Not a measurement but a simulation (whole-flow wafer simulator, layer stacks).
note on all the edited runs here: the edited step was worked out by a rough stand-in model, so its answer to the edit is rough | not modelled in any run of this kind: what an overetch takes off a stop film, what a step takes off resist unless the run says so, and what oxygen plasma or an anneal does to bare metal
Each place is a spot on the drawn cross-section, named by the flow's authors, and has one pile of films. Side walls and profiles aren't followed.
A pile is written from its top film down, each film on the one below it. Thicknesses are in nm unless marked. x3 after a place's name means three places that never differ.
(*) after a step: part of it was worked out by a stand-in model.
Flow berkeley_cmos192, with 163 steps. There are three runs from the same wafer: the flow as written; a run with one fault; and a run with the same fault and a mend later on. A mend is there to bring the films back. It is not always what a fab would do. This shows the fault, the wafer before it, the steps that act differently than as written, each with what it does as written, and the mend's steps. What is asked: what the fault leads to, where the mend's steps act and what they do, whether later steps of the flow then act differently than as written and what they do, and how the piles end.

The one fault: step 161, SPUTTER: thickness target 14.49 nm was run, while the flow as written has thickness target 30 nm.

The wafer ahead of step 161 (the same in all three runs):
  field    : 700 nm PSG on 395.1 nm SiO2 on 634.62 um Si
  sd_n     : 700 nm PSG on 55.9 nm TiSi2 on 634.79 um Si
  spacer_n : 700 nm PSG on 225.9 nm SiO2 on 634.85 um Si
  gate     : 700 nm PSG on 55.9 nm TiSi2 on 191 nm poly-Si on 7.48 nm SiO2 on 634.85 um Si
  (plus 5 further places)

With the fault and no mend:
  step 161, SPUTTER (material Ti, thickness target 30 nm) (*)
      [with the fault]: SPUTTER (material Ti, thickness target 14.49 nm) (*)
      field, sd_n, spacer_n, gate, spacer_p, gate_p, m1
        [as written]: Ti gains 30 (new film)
        [with the fault]: Ti gains 14.5 (new film)
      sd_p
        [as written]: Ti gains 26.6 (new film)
        [with the fault]: Ti gains 12.9 (new film)
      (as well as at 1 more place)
  Every later step of the flow that is run acts as written, at every place that is followed, to within 2% or 0.5 nm, whichever is larger.
  The piles end different from the flow's at field, sd_n, spacer_n and 6 more by more than 2% or 0.5 nm, whichever is larger.
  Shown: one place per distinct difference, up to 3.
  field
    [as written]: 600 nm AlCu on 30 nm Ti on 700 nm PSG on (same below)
    [with the fault]: 600 nm AlCu on 14.5 nm Ti on 700 nm PSG on (same below)
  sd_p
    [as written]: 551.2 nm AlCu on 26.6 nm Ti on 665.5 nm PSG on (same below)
    [with the fault]: 552 nm AlCu on 12.9 nm Ti on 665.5 nm PSG on (same below)
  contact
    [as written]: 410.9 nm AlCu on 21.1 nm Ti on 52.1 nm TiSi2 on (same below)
    [with the fault]: 413.4 nm AlCu on 10.2 nm Ti on 52.1 nm TiSi2 on (same below)

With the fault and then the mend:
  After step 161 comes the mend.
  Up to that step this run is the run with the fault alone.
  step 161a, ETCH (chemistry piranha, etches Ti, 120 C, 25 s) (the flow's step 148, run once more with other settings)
      field, sd_n, spacer_n, gate, spacer_p, gate_p, m1
        Ti loses 14.5 (all of it)
      sd_p
        Ti loses 12.9 (all of it)
      contact
        Ti loses 10.2 (all of it), TiSi2 loses 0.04
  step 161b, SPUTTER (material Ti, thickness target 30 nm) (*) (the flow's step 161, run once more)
      field, sd_n, spacer_n, gate, spacer_p, gate_p, m1
        Ti gains 30 (new film)
      sd_p
        Ti gains 26.6 (new film)
      contact
        Ti gains 21.1 (new film)
  Every later step of the flow that is run acts as written at every place that is followed.
  The piles end only slightly different from the flow's at the places that both follow, by no more than 2% or 0.5 nm, whichever is larger.
